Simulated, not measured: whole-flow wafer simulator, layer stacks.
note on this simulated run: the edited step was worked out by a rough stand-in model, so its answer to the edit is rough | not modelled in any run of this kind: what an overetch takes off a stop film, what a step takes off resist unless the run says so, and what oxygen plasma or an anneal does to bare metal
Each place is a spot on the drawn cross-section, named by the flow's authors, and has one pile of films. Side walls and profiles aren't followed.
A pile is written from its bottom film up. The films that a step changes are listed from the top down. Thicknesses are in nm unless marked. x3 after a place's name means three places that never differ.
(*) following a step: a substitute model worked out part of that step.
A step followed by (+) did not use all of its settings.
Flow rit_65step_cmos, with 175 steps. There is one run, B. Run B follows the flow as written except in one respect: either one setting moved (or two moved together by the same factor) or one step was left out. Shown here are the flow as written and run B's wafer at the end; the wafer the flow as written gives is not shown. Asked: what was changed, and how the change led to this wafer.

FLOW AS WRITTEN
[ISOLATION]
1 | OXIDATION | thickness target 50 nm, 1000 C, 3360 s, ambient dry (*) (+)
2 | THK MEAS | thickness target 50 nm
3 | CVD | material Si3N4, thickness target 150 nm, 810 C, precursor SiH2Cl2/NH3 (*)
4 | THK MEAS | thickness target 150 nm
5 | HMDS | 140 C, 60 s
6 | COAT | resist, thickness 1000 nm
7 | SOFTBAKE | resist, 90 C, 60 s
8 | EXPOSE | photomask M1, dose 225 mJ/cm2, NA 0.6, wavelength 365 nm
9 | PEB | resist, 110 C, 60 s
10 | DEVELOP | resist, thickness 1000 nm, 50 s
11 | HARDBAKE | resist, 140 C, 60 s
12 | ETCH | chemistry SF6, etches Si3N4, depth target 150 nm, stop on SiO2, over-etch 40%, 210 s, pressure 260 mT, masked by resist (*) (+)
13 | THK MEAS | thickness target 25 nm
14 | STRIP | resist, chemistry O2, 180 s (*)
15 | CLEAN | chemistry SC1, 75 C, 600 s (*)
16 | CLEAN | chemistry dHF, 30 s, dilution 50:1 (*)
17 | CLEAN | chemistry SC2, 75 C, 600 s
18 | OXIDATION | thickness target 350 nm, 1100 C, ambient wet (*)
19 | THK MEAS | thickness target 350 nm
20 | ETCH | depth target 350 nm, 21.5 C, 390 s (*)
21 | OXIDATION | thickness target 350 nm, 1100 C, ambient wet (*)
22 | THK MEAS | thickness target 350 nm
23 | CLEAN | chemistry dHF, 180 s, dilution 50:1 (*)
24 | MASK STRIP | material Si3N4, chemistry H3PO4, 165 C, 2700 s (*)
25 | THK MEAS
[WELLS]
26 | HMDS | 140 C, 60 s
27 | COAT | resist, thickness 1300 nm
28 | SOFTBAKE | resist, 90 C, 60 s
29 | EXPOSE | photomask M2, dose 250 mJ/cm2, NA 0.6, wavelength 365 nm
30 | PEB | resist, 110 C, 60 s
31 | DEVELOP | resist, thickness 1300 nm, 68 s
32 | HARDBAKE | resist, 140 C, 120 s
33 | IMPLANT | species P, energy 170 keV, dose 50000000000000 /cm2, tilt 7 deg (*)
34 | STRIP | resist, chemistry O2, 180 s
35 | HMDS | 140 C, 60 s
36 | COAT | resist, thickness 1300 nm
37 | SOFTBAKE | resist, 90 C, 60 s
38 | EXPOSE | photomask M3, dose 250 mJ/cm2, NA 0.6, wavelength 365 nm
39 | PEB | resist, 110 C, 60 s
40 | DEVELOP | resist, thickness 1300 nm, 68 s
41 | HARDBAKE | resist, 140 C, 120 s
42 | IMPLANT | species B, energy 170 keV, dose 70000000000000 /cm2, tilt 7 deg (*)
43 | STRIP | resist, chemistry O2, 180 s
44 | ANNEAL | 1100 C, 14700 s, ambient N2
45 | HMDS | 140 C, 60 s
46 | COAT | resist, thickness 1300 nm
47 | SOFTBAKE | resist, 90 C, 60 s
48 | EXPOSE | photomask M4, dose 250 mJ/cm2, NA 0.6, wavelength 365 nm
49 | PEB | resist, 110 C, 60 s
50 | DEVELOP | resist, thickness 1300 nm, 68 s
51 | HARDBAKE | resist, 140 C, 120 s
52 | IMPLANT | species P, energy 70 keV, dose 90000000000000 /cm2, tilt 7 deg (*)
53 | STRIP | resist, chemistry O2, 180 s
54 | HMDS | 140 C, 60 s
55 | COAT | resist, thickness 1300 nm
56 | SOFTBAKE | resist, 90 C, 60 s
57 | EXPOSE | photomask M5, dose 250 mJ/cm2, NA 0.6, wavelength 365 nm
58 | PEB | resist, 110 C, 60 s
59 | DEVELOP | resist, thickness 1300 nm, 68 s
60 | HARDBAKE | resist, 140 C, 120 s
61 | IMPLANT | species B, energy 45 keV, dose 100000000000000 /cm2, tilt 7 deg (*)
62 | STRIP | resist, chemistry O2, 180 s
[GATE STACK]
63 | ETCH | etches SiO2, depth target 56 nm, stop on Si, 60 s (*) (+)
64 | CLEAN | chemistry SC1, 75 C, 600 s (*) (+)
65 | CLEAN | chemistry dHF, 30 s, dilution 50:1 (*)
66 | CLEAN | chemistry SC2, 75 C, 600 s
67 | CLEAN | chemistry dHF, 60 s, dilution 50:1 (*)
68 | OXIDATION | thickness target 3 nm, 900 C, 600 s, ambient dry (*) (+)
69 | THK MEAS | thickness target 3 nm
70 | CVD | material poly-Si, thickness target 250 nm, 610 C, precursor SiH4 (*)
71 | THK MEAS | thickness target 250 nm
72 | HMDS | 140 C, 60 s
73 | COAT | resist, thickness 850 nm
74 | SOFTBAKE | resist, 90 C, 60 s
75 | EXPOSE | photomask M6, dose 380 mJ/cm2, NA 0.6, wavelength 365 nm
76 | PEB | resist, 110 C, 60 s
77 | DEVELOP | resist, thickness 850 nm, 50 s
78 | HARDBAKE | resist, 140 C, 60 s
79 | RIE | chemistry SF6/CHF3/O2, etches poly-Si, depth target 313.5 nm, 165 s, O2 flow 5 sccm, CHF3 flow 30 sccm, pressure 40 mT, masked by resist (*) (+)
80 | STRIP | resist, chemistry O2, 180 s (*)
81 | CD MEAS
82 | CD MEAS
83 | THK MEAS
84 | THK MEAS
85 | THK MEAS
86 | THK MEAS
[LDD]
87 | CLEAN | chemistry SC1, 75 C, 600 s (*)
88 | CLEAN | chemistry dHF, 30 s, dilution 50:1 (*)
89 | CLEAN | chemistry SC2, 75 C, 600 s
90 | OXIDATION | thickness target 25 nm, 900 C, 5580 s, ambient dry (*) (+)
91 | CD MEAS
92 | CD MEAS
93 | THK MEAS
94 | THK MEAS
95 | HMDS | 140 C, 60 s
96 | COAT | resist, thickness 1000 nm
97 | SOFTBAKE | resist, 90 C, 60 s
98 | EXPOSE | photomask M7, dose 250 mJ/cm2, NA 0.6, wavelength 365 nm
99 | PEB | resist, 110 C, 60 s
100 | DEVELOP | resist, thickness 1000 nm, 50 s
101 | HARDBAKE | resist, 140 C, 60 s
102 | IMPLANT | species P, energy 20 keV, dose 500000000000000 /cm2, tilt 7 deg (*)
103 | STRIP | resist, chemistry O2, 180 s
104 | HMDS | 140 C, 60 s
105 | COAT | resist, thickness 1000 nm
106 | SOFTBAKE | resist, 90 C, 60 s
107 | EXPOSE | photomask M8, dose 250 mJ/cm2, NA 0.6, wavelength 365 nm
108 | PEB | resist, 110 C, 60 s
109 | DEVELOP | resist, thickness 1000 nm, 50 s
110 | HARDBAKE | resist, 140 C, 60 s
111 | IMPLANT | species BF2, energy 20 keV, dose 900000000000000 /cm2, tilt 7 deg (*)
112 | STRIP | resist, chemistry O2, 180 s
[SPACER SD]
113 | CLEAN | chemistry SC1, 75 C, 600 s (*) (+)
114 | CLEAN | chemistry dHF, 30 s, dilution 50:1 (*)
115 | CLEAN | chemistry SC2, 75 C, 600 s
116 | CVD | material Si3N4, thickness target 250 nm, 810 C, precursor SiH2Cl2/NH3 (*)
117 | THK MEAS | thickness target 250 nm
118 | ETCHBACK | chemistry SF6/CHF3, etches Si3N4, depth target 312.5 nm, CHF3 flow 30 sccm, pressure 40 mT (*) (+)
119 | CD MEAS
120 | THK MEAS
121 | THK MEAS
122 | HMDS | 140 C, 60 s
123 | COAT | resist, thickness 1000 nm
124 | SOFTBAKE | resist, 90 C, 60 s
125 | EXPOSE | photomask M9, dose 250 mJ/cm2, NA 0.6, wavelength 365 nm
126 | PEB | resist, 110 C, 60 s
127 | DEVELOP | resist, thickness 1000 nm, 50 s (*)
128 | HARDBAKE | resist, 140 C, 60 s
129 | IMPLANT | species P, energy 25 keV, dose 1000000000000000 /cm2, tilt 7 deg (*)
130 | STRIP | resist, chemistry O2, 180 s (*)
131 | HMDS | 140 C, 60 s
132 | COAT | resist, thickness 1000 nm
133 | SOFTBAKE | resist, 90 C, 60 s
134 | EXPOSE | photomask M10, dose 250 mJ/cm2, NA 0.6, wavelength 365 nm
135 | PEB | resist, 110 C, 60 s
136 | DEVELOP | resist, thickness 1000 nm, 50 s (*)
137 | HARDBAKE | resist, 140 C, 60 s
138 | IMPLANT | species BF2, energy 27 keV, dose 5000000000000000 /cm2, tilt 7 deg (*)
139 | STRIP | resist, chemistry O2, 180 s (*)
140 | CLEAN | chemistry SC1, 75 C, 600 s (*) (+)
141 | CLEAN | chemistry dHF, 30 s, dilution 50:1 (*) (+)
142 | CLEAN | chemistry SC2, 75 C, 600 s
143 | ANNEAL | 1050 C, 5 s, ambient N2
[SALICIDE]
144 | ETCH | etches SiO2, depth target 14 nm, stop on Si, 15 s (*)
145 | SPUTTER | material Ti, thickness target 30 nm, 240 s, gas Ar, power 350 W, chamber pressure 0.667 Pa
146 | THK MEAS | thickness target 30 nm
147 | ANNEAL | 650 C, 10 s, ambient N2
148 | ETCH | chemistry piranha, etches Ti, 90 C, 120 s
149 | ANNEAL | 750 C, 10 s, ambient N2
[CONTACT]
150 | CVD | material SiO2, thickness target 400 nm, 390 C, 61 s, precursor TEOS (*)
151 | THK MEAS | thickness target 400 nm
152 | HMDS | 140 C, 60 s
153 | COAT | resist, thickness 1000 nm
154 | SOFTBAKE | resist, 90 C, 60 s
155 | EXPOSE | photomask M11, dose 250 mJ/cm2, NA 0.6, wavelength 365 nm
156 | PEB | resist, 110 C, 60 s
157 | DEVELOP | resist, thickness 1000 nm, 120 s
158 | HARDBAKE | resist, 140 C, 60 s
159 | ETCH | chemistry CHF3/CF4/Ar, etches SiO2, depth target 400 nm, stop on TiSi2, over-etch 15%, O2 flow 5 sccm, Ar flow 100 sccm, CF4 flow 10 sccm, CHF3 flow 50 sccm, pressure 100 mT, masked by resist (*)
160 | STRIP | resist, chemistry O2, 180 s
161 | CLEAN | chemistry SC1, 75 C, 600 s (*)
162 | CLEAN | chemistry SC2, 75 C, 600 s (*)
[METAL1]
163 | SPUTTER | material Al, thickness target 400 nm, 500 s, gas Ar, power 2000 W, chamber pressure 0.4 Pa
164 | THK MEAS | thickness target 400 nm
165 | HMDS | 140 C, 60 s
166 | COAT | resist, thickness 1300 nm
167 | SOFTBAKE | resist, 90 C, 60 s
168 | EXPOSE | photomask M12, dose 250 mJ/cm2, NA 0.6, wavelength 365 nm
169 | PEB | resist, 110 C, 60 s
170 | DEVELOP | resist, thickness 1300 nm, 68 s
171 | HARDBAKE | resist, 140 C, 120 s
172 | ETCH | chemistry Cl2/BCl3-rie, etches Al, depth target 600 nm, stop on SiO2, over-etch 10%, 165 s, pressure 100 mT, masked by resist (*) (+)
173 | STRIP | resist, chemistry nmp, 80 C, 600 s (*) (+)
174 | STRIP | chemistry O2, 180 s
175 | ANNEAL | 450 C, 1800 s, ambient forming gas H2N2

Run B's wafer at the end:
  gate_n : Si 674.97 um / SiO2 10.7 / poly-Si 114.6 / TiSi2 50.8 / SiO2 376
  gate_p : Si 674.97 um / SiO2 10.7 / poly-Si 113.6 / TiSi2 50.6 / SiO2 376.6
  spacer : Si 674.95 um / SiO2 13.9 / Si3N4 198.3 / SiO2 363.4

Cause: step 68, OXIDATION: 945 C was run, though the flow has 900 C.

How this came from the change, step by step:
  68 | OXIDATION | thickness target 3 nm, 900 C, 600 s, ambient dry (*) (+)
      active_n, active_p, gate_n and 7 more: SiO2 gains 10.7 (new film), Si loses 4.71 (it would be, as written: SiO2 gains 7.17 (new film), Si loses 3.16)
  79 | RIE | chemistry SF6/CHF3/O2, etches poly-Si, depth target 313.5 nm, 165 s, O2 flow 5 sccm, CHF3 flow 30 sccm, pressure 40 mT, masked by resist (*) (+)
      active_n, active_p, spacer, spacer_p, sd_n, sd_p, contact, m1: poly-Si loses 250 (all of it), SiO2 loses 10.7 (all of it) (it would be, as written: poly-Si loses 250 (all of it), SiO2 loses 7.17 (all of it))
  118 | ETCHBACK | chemistry SF6/CHF3, etches Si3N4, depth target 312.5 nm, CHF3 flow 30 sccm, pressure 40 mT (*) (+)
      spacer, spacer_p: Si3N4 loses 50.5 (it would be, as written: Si3N4 loses 54)
